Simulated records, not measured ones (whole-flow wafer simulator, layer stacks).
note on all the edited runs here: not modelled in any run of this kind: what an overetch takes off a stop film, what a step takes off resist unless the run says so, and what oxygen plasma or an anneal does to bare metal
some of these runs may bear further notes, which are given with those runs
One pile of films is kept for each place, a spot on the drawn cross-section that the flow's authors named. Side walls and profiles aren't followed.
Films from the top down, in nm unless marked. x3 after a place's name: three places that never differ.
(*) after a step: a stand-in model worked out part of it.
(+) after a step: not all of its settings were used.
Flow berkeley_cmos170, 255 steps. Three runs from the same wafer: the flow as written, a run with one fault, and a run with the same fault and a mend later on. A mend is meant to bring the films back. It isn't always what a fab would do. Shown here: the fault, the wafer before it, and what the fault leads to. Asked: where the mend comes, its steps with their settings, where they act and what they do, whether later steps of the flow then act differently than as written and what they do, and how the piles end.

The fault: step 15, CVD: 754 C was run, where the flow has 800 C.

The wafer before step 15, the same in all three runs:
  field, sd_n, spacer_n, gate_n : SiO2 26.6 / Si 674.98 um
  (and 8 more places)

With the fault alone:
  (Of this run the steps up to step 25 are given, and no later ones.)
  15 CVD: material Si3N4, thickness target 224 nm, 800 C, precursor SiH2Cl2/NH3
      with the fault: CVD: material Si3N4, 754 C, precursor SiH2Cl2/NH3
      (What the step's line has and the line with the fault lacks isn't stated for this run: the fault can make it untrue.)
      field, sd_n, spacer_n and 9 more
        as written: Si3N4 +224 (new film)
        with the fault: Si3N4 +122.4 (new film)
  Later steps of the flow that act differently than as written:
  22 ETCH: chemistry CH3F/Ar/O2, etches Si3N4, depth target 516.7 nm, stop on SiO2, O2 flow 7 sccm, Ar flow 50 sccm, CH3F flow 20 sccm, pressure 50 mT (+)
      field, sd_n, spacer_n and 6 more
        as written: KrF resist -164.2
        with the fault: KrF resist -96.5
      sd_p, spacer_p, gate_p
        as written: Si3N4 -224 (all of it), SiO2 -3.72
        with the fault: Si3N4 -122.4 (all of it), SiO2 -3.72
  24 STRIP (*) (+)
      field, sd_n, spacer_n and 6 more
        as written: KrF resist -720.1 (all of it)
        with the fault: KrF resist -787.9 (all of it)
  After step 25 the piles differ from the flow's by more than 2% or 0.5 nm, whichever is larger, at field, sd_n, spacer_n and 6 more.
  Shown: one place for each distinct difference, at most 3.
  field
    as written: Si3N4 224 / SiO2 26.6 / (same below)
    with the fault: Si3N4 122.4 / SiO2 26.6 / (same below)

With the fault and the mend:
  The mend comes after step 21.
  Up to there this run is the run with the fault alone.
  21a STRIP (*) (+)
      field, sd_n, spacer_n and 6 more
        KrF resist -884.4 (all of it)
  21b CLEAN: chemistry SPM
      changes no film at any place that is followed
  21c CVD: material Si3N4, thickness target 102 nm, 800 C, precursor SiH2Cl2/NH3 (the flow's step 15 once more, with other settings)
      field, sd_n, spacer_n and 9 more
        Si3N4 +102
  21d HMDS (the flow's step 16 once more)
      changes no film at any place that is followed
  21e COAT: KrF resist, thickness 900 nm (the flow's step 17 once more)
      field, sd_n, spacer_n and 9 more
        KrF resist +900 (new film)
  21f SOFTBAKE: KrF resist (the flow's step 18 once more)
      changes no film at any place that is followed
  21g EXPOSE: photomask NWELL, dose 25 mJ/cm2, NA 0.5, wavelength 248 nm (*) (the flow's step 19 once more)
      changes no film at any place that is followed
  21h PEB: KrF resist, 130 C (the flow's step 20 once more)
      field, sd_n, spacer_n and 9 more
        KrF resist -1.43
  21i DEVELOP: KrF resist, thickness 900 nm, developer developer-D-0.26N (the flow's step 21 once more)
      field, sd_n, spacer_n and 6 more
        KrF resist -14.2
      sd_p, spacer_p, gate_p
        KrF resist -898.6 (all of it)
  No later step of the flow acts differently than as written, at any place that is followed, by more than 2% or 0.5 nm, whichever is larger.
  At the end the piles are the same as the flow's at every place that both follow.
